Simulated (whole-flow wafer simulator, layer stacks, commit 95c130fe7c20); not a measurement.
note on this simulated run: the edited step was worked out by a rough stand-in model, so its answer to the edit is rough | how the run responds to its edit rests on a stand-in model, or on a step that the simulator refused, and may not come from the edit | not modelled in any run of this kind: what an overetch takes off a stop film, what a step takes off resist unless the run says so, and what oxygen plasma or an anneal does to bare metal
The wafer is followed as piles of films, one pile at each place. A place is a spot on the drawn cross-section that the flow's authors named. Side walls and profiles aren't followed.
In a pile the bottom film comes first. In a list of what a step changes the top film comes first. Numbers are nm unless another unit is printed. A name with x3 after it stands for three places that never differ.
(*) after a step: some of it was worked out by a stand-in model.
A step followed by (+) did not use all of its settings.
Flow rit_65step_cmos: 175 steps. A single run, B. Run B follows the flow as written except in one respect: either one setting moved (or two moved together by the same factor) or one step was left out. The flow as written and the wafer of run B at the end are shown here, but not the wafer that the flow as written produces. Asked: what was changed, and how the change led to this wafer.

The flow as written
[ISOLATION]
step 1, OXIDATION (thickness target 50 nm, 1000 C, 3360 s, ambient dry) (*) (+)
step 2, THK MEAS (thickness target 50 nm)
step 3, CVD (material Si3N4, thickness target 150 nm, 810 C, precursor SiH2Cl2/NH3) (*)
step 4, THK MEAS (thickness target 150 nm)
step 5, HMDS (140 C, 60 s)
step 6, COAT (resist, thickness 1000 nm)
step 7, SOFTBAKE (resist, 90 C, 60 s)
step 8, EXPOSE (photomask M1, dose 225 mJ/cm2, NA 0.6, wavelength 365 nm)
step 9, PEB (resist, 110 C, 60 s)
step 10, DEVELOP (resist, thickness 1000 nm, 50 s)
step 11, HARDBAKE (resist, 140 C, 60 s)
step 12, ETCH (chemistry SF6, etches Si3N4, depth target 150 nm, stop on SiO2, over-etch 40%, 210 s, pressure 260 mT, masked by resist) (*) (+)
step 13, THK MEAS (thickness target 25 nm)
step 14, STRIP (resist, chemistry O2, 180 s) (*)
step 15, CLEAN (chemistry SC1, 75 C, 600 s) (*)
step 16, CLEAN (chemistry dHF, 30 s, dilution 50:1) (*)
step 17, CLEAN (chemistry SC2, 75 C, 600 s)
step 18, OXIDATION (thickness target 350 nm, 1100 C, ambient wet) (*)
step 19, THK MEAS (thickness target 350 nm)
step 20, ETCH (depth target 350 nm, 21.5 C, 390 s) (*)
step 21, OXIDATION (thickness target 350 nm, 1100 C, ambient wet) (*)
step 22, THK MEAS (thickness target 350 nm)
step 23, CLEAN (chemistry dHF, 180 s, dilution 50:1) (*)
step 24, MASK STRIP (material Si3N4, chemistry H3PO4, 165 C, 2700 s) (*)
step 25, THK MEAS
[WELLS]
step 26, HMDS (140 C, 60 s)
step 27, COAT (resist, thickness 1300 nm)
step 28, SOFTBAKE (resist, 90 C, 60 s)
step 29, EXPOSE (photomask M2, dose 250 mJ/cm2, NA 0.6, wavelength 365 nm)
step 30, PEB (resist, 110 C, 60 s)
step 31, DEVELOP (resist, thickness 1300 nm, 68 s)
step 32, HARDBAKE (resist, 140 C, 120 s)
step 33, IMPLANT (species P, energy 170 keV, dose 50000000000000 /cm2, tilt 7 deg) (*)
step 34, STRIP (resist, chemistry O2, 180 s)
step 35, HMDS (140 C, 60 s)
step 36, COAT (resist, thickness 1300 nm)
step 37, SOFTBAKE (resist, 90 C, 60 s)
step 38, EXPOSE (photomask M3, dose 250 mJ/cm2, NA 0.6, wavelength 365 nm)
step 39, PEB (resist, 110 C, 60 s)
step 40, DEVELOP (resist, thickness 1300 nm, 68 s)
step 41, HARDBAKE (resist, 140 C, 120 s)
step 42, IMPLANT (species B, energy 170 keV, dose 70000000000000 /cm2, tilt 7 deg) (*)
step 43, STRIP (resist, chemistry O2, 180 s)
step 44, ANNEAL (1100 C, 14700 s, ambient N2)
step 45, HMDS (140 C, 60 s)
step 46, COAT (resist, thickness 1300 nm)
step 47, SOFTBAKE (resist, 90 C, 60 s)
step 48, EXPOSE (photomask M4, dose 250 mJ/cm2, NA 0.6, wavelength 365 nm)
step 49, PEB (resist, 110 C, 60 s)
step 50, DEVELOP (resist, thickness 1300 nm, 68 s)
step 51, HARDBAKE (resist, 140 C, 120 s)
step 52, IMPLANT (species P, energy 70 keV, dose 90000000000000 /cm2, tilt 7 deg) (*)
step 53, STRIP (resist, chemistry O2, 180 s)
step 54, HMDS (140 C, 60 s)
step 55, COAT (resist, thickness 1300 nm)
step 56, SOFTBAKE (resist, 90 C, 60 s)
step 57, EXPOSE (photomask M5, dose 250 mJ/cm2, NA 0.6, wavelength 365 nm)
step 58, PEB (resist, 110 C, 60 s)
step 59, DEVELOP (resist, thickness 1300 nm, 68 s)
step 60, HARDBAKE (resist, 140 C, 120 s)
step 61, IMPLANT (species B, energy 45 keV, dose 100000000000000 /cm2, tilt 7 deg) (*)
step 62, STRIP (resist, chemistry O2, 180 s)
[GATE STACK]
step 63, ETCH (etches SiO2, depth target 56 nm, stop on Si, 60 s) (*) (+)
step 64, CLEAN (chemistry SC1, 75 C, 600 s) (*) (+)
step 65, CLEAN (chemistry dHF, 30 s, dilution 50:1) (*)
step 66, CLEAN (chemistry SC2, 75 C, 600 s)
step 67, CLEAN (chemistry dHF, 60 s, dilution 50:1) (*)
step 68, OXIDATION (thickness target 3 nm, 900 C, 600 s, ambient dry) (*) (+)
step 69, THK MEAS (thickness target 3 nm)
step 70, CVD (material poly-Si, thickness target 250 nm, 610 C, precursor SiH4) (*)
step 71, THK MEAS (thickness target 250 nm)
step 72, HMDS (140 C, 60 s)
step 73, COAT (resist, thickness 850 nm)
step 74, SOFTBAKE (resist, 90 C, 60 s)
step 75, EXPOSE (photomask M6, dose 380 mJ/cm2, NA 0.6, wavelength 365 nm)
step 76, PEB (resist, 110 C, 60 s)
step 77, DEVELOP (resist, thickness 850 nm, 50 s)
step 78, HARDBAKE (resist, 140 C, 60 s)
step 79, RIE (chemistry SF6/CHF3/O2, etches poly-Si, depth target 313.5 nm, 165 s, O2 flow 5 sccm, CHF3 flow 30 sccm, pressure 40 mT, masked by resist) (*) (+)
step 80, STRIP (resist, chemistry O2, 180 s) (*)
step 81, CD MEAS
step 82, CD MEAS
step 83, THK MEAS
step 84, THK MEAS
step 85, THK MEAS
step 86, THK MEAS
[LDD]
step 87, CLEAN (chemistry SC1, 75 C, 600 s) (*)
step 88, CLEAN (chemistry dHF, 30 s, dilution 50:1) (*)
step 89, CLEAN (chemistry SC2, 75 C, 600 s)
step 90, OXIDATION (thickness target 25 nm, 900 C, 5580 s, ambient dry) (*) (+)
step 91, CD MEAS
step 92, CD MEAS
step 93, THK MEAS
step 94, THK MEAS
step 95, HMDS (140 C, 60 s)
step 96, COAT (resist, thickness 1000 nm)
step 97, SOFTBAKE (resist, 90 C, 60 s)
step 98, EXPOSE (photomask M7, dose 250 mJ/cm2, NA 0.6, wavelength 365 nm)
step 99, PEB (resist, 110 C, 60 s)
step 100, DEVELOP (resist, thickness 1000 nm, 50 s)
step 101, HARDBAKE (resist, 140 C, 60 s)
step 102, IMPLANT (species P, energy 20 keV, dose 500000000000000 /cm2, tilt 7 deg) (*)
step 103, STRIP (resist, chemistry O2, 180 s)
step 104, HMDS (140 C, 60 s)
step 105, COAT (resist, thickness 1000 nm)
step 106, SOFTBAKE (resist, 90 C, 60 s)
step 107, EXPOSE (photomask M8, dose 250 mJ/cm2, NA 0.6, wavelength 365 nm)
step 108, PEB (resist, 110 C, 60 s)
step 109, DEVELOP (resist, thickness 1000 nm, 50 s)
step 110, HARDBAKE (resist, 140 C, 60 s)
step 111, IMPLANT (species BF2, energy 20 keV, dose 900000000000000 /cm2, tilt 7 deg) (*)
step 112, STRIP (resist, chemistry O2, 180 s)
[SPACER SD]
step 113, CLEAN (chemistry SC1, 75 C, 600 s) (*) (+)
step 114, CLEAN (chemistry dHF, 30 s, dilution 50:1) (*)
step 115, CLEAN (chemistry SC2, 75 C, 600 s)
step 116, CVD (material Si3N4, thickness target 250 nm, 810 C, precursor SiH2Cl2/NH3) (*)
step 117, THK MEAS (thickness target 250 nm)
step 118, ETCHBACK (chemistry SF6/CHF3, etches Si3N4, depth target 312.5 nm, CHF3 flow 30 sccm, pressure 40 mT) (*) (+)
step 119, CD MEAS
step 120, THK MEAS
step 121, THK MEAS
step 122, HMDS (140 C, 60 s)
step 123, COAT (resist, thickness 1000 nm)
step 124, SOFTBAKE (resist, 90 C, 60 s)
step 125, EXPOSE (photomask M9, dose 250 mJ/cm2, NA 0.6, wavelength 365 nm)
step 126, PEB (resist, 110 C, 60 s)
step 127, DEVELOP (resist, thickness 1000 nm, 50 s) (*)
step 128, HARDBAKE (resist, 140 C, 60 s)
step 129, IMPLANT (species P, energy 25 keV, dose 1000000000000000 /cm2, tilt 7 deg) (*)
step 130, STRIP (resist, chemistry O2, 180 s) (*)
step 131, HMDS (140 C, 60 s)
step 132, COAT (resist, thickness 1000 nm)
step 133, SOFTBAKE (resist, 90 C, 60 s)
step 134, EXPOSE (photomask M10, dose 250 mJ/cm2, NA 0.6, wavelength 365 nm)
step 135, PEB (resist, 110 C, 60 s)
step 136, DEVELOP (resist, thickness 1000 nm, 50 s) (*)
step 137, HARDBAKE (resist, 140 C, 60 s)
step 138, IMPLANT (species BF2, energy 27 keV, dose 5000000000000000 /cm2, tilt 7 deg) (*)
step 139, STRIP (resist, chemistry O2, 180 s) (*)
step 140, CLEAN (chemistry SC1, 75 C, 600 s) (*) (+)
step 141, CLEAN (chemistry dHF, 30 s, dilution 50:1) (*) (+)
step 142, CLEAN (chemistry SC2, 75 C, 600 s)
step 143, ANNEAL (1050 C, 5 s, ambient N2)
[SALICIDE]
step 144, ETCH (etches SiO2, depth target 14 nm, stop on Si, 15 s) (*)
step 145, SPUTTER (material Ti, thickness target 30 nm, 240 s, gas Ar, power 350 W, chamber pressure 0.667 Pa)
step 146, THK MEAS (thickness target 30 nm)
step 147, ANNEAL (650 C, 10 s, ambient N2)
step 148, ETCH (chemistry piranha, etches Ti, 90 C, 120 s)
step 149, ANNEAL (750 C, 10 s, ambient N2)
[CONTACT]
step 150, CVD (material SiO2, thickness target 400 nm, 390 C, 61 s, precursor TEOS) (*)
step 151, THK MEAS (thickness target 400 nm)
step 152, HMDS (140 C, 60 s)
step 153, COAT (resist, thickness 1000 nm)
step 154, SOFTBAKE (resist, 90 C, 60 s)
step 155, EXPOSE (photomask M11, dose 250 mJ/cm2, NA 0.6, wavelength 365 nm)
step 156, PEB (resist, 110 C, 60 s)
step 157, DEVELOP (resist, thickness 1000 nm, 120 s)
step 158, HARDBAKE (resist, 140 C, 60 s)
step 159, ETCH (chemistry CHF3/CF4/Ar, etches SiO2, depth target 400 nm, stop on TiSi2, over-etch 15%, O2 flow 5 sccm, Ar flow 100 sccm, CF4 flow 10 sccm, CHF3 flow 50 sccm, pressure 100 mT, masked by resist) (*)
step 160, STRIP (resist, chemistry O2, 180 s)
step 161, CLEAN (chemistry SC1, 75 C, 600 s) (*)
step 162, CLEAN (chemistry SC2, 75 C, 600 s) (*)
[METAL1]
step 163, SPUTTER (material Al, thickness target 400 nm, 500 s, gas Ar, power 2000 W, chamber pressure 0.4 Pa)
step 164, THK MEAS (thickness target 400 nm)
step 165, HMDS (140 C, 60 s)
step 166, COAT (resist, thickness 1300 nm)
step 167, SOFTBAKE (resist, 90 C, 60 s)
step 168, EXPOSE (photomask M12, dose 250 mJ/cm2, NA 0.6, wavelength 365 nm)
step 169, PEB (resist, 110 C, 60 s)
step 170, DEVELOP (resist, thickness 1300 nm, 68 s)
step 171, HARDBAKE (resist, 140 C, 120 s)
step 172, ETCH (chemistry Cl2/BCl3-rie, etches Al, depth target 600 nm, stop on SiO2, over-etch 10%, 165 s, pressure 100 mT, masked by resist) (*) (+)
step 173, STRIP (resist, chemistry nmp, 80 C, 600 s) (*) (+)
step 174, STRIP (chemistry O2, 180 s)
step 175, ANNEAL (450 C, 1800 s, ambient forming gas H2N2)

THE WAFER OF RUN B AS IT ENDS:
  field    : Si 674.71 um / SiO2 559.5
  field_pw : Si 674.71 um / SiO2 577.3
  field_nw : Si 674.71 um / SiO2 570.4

The reason: step 20, ETCH: 234 s was run, though the flow has 390 s.

Step by step, how the change led to this:
  step 20, ETCH (depth target 350 nm, 21.5 C, 390 s) (*)
      field, field_p: -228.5 SiO2 (as written it would have been: -351.3 SiO2 (all of it), -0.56 Si)
      field_pw, field_nw: -228.5 SiO2 (as written it would have been: -355.4 SiO2 (all of it), -0.49 Si)
      (also at 10 further places)
  step 21, OXIDATION (thickness target 350 nm, 1100 C, ambient wet) (*)
      field, field_p: +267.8 SiO2, -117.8 Si (as written it would have been: +350 SiO2 (new film), -154 Si)
      field_pw, field_nw: +265.6 SiO2, -116.9 Si (as written it would have been: +350 SiO2 (new film), -154 Si)
  step 27, COAT (resist, thickness 1300 nm)
      field_pw, field_nw: +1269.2 resist (new film) (as written it would have been: +1313 resist (new film))
      field: +1259 resist (new film) (as written it would have been: +1315.7 resist (new film))
      (also at 1 further place)
  step 30, PEB (resist, 110 C, 60 s)
      field, field_p: -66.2 resist (as written it would have been: -69.2 resist)
      field_pw, field_nw: -66.8 resist (as written it would have been: -69.1 resist)
  step 31, DEVELOP (resist, thickness 1300 nm, 68 s)
      field_nw: -1202.5 resist (all of it) (as written it would have been: -1243.9 resist (all of it))
      field_p: -1192.9 resist (all of it) (as written it would have been: -1246.4 resist (all of it))
  step 32, HARDBAKE (resist, 140 C, 120 s)
      field: -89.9 resist (as written it would have been: -94 resist)
      field_pw: -90.6 resist (as written it would have been: -93.8 resist)
  step 34, STRIP (resist, chemistry O2, 180 s)
      field: -1102.9 resist (all of it) (as written it would have been: -1152.5 resist (all of it))
      field_pw: -1111.8 resist (all of it) (as written it would have been: -1150.2 resist (all of it))
  step 36, COAT (resist, thickness 1300 nm)
      field_pw, field_nw: +1269.2 resist (new film) (as written it would have been: +1313 resist (new film))
      field: +1259 resist (new film) (as written it would have been: +1315.7 resist (new film))
      (also at 1 further place)
  step 39, PEB (resist, 110 C, 60 s)
      field, field_p: -66.2 resist (as written it would have been: -69.2 resist)
      field_pw, field_nw: -66.8 resist (as written it would have been: -69.1 resist)
  step 40, DEVELOP (resist, thickness 1300 nm, 68 s)
      field: -1192.8 resist (all of it) (as written it would have been: -1246.5 resist (all of it))
      field_pw: -1202.5 resist (all of it) (as written it would have been: -1243.9 resist (all of it))
  step 41, HARDBAKE (resist, 140 C, 120 s)
      field_nw: -90.6 resist (as written it would have been: -93.8 resist)
      field_p: -89.9 resist (as written it would have been: -94 resist)
  step 43, STRIP (resist, chemistry O2, 180 s)
      field_nw: -1111.8 resist (all of it) (as written it would have been: -1150.2 resist (all of it))
      field_p: -1103 resist (all of it) (as written it would have been: -1152.5 resist (all of it))
  step 46, COAT (resist, thickness 1300 nm)
      field_pw, field_nw: +1269.2 resist (new film) (as written it would have been: +1313 resist (new film))
      field: +1259 resist (new film) (as written it would have been: +1315.7 resist (new film))
      (also at 1 further place)
  step 49, PEB (resist, 110 C, 60 s)
      field, field_p: -66.2 resist (as written it would have been: -69.2 resist)
      field_pw, field_nw: -66.8 resist (as written it would have been: -69.1 resist)
  step 50, DEVELOP (resist, thickness 1300 nm, 68 s)
      field_nw: -1202.5 resist (all of it) (as written it would have been: -1243.9 resist (all of it))
      field_p: -1192.9 resist (all of it) (as written it would have been: -1246.4 resist (all of it))
  step 51, HARDBAKE (resist, 140 C, 120 s)
      field: -89.9 resist (as written it would have been: -94 resist)
      field_pw: -90.6 resist (as written it would have been: -93.8 resist)
  ... 36 further steps ...
  step 170, DEVELOP (resist, thickness 1300 nm, 68 s)
      field: -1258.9 resist (all of it) (as written it would have been: -1316.6 resist (all of it))
      field_pw: -1242.7 resist (all of it) (as written it would have been: -1285.5 resist (all of it))
      (also at 2 further places)
